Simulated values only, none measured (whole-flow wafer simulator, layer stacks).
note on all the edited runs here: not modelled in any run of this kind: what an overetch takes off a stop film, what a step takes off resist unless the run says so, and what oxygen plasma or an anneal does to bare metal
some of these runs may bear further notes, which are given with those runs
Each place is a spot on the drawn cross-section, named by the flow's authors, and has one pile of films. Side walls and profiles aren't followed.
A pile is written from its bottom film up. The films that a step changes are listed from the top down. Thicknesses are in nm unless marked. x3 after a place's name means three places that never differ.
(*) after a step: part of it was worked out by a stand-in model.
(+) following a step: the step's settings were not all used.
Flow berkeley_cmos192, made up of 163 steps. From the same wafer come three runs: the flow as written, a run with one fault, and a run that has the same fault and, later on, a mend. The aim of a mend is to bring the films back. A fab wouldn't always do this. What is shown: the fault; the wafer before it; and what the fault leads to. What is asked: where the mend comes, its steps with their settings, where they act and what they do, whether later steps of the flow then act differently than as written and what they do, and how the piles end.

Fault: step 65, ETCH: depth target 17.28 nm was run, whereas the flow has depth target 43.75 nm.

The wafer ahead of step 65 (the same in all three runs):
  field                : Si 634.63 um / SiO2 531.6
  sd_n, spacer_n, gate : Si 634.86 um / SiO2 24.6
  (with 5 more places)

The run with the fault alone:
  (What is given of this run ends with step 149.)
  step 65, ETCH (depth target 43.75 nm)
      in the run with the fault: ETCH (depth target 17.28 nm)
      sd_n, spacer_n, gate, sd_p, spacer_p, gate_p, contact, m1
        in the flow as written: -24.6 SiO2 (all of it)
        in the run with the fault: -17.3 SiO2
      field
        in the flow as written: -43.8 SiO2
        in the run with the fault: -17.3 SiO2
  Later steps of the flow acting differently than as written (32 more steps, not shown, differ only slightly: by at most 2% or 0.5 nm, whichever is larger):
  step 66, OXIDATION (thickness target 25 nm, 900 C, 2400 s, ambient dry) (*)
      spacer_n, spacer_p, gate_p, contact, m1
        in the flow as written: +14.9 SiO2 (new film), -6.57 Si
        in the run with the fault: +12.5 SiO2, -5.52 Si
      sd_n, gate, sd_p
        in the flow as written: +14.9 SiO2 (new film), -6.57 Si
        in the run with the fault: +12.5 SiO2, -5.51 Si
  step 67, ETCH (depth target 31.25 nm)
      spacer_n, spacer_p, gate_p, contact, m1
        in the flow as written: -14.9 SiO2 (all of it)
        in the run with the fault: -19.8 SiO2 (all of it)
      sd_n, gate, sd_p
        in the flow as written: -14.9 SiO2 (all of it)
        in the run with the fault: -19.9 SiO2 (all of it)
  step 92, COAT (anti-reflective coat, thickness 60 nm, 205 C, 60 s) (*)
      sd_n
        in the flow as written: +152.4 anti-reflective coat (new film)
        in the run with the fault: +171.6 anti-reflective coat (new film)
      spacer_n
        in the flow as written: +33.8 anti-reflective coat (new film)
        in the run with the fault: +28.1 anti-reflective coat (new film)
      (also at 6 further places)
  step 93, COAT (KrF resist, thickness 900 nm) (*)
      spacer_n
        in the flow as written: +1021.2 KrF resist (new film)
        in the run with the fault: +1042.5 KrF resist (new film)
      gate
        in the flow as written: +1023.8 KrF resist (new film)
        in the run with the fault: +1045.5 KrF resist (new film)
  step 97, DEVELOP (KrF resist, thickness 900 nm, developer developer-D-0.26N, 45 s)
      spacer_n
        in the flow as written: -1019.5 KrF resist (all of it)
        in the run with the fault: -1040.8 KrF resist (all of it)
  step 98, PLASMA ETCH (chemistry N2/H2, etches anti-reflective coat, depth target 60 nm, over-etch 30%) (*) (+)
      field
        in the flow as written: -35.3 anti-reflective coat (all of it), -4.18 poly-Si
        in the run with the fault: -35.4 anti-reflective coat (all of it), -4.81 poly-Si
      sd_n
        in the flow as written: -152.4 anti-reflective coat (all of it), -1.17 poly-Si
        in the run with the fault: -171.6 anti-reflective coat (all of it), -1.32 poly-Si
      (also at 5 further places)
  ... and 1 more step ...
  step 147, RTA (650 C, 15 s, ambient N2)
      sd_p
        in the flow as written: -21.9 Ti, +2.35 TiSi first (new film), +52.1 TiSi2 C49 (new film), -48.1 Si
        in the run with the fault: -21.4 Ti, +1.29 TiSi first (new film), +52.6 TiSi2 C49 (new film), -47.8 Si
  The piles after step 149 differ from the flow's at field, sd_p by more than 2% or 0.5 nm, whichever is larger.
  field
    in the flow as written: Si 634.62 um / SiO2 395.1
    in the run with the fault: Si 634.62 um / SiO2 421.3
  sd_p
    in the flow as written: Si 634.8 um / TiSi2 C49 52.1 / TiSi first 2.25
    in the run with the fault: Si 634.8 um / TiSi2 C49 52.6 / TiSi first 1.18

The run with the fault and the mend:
  After step 65 comes the mend.
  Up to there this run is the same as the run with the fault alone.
  step 65a, ETCH (depth target 26.47 nm) (the flow's step 65, run once more with other settings)
      spacer_n, spacer_p, gate_p, contact, m1
        -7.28 SiO2 (all of it)
      sd_n, sd_p
        -7.34 SiO2 (all of it)
      field
        -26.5 SiO2
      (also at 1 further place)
  Every later step of the flow that is run acts as written, at every place that is followed, to within 2% or 0.5 nm, whichever is larger.
  The piles end the same as the flow's at every place that both follow.
